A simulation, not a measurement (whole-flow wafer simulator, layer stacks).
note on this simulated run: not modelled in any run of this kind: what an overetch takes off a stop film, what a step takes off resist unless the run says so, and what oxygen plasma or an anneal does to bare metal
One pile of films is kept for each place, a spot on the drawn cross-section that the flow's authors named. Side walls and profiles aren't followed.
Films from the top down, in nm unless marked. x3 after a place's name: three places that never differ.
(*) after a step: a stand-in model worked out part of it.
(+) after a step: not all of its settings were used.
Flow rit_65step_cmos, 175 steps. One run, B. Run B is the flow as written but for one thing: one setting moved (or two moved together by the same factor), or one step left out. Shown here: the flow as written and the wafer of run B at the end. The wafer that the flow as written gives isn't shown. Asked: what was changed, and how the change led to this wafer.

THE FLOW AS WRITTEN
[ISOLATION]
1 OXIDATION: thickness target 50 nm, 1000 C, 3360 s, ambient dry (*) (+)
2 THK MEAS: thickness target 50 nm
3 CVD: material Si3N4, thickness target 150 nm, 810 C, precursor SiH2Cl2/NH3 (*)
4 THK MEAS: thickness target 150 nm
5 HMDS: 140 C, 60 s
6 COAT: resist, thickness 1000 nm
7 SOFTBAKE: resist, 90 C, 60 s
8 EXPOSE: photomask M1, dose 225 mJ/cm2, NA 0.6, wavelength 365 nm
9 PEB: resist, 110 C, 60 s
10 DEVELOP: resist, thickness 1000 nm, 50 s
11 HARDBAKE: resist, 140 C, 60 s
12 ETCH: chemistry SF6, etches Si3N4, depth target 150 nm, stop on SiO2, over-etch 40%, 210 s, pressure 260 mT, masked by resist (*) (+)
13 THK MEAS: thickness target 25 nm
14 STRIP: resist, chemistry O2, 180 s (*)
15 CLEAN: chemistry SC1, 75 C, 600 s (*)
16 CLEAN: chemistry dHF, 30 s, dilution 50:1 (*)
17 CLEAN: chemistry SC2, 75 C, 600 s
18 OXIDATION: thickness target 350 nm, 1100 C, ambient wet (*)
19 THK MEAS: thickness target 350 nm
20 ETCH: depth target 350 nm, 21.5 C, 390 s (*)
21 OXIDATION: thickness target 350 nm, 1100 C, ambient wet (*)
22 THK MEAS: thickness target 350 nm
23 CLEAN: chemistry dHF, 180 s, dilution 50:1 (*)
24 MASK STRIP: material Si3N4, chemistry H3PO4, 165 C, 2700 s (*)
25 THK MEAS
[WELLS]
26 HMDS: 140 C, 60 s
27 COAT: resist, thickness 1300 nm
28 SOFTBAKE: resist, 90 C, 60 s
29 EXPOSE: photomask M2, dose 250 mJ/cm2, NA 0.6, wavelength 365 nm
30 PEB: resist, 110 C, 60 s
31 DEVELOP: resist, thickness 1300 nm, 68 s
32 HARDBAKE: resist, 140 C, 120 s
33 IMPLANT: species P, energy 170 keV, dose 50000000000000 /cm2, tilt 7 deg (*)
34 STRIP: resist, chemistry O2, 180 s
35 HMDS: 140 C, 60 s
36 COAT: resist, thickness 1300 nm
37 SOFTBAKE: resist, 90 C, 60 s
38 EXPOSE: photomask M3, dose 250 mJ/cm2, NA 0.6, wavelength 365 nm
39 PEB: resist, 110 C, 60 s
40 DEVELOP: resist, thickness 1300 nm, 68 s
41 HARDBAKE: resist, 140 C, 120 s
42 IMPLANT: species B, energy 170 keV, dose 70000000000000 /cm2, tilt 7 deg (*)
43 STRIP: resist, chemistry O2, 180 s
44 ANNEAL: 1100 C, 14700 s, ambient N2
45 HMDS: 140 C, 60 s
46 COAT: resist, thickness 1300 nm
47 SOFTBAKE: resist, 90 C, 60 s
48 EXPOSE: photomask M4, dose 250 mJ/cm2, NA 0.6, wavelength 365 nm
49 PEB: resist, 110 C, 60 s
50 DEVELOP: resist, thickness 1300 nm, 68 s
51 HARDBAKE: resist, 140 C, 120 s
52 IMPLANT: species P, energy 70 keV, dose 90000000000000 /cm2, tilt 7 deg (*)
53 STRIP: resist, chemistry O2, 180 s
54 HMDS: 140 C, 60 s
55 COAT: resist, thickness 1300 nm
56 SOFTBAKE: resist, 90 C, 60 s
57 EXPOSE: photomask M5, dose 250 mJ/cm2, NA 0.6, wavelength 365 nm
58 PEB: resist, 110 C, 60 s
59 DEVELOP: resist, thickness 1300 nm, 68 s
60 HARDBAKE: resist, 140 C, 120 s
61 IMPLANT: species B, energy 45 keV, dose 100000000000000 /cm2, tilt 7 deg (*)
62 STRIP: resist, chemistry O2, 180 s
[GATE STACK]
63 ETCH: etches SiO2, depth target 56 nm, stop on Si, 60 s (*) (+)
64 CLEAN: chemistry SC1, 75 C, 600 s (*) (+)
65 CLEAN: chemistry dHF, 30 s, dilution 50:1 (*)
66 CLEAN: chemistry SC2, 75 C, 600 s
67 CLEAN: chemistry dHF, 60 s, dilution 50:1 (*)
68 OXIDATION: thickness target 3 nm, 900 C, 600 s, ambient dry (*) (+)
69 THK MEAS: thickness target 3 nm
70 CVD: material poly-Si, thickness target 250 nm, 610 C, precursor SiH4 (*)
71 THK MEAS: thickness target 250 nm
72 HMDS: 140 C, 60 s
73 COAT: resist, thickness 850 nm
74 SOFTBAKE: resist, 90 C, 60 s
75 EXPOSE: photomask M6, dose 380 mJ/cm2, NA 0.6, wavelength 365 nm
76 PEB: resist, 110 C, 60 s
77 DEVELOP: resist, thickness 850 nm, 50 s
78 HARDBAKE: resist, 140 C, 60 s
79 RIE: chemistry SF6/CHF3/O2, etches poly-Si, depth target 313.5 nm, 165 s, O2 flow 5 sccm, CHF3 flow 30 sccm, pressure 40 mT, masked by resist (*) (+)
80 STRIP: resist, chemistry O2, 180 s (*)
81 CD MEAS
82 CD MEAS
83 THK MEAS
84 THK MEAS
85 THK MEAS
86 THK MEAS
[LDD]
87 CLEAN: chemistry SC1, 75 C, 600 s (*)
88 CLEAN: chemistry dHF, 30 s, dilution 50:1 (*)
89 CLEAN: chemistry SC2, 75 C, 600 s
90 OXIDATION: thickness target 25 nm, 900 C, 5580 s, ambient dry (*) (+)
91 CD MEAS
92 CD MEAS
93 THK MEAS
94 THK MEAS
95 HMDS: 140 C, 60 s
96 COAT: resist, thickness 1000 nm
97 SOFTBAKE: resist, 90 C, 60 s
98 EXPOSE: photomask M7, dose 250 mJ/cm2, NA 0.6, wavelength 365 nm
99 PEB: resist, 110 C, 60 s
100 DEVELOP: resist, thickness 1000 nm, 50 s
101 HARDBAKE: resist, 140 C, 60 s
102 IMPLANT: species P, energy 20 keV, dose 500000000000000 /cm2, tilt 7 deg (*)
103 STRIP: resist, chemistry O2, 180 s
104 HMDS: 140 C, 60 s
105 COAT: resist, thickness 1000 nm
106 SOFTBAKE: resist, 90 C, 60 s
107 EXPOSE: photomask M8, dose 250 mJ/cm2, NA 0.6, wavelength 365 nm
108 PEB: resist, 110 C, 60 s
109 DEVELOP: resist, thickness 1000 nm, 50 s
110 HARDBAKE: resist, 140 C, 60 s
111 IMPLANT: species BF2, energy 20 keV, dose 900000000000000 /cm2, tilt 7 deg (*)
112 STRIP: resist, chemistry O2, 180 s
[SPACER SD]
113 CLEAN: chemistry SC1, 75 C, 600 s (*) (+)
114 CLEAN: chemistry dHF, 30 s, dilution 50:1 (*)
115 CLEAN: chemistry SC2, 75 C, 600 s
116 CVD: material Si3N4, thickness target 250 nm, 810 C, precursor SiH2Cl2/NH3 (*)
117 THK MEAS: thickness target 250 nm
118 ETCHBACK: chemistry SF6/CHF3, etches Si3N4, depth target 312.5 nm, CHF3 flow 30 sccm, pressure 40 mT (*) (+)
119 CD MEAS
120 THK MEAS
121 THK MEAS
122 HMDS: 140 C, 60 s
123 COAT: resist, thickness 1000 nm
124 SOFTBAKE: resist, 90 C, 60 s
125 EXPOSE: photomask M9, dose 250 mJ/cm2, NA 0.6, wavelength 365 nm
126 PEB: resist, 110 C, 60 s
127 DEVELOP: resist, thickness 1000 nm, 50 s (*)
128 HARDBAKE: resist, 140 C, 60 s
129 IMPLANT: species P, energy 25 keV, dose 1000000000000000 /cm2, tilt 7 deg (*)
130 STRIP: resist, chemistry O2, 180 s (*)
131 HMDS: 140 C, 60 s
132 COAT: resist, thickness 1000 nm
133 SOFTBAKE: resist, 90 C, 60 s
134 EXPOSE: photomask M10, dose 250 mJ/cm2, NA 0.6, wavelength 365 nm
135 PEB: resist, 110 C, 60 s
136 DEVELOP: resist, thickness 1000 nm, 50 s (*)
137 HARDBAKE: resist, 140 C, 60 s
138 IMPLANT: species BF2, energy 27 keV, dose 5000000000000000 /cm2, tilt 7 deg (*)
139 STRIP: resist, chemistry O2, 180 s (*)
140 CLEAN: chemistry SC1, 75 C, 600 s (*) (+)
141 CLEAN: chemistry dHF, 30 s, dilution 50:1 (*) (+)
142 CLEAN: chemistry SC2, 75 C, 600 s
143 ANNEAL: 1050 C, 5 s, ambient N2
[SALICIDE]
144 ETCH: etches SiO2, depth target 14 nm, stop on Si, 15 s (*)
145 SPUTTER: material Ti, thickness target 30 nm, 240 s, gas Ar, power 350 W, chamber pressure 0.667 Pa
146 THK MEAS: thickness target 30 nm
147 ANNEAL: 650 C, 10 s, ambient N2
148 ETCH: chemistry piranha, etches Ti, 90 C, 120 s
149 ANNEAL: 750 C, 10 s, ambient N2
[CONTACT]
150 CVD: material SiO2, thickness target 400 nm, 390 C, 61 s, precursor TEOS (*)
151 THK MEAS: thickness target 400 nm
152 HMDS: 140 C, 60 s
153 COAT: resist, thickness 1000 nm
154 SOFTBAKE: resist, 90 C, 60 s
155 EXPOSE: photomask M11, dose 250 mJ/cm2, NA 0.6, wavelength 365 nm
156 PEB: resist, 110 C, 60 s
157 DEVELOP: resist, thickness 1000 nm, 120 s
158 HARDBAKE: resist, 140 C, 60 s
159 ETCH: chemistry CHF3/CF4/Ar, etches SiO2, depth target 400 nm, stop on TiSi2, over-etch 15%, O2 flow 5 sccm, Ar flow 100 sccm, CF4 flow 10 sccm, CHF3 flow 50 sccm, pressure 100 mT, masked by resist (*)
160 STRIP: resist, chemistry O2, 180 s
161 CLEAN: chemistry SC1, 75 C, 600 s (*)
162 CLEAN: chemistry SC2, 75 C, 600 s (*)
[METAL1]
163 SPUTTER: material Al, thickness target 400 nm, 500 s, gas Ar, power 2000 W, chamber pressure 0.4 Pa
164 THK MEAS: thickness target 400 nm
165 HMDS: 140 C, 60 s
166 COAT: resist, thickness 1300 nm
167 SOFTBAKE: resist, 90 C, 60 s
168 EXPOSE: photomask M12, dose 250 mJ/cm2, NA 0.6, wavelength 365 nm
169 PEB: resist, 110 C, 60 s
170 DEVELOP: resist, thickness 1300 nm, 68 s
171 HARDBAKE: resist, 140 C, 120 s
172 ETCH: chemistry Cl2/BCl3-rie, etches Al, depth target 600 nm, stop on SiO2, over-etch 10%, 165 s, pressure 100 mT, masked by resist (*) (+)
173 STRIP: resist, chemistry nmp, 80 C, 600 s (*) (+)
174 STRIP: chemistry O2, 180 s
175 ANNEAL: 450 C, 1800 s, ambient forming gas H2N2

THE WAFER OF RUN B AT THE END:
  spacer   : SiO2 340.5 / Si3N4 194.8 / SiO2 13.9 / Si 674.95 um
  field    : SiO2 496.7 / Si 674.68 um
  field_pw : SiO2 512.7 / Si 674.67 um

The cause: step 163, SPUTTER: thickness target 217 nm was run, where the flow has thickness target 400 nm; step 163, SPUTTER: 271 s was run, where the flow has 500 s.

How the change led to this, step by step:
  163 SPUTTER: material Al, thickness target 400 nm, 500 s, gas Ar, power 2000 W, chamber pressure 0.4 Pa
      field, field_p, spacer, spacer_p: Al +217 (new film) (as written it would be: Al +400 (new film))
      gate_n, gate_p: Al +217 (new film) (as written it would be: Al +396 (new film))
      (and at 2 more places)
  172 ETCH: chemistry Cl2/BCl3-rie, etches Al, depth target 600 nm, stop on SiO2, over-etch 10%, 165 s, pressure 100 mT, masked by resist (*) (+)
      field, field_p, spacer, spacer_p: Al -217 (all of it), SiO2 -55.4 (as written it would be: Al -400 (all of it), SiO2 -32.5)
      gate_n, gate_p: Al -217 (all of it), SiO2 -55.4 (as written it would be: Al -396 (all of it), SiO2 -33)
      (and at 2 more places)
